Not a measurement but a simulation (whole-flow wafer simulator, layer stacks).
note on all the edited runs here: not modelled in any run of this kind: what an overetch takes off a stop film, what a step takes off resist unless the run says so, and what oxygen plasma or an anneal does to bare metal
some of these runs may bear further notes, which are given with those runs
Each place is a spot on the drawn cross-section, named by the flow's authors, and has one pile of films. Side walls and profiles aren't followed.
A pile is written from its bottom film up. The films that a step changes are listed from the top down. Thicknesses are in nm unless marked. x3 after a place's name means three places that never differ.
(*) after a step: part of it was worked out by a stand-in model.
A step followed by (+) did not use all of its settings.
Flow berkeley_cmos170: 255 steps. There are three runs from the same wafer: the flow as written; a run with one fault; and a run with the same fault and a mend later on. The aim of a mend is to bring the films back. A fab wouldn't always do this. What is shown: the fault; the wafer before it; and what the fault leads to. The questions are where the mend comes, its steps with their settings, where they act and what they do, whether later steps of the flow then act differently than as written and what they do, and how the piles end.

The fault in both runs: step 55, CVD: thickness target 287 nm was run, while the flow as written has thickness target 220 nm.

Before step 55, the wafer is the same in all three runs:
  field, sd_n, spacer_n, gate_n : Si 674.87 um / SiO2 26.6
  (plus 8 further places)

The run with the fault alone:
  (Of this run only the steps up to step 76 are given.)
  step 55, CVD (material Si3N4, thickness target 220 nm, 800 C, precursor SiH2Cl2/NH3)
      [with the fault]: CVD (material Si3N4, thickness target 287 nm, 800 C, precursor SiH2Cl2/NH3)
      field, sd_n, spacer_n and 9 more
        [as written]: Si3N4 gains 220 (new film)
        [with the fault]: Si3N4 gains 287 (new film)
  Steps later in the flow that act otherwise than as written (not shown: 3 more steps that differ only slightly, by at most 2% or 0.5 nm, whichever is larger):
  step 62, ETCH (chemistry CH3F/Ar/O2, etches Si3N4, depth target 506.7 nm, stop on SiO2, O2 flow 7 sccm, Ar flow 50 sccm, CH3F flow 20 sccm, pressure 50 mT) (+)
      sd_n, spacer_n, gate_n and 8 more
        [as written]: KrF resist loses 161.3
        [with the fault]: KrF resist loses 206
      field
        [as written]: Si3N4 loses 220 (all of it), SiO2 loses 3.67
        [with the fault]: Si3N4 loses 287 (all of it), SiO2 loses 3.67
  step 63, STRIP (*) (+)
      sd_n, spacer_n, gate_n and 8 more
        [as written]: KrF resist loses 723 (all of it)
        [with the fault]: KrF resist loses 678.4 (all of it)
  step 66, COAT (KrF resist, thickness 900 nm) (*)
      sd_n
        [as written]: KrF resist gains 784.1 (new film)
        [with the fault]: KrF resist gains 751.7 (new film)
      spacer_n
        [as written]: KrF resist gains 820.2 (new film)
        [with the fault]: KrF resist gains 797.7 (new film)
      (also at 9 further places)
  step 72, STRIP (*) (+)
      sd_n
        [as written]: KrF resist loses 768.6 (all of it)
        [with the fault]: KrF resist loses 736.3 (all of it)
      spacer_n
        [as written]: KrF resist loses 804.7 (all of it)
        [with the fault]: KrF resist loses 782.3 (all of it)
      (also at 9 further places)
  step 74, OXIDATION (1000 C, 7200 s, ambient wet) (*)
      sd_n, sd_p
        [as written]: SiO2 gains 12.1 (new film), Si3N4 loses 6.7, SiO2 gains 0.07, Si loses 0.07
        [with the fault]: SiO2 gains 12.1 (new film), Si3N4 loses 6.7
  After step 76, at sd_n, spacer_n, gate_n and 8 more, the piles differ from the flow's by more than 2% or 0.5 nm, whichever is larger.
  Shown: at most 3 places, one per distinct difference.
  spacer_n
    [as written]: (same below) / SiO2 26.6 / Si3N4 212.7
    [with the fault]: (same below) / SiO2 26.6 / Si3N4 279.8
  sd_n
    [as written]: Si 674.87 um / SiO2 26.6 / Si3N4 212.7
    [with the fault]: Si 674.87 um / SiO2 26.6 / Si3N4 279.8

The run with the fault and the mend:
  After step 55 comes the mend.
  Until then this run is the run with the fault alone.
  step 55a, ETCH (chemistry h3po4, depth target 330.1 nm)
      field, sd_n, spacer_n and 9 more
        Si3N4 loses 287 (all of it)
  step 55b, CLEAN (chemistry SPM)
      alters no film at any place that is followed
  step 55c, CVD (material Si3N4, thickness target 220 nm, 800 C, precursor SiH2Cl2/NH3) (a further turn of the flow's step 55)
      field, sd_n, spacer_n and 9 more
        Si3N4 gains 220 (new film)
  Every later step of the flow that is run acts as written at every place that is followed.
  At every place that both follow, the piles at the end match the flow's.
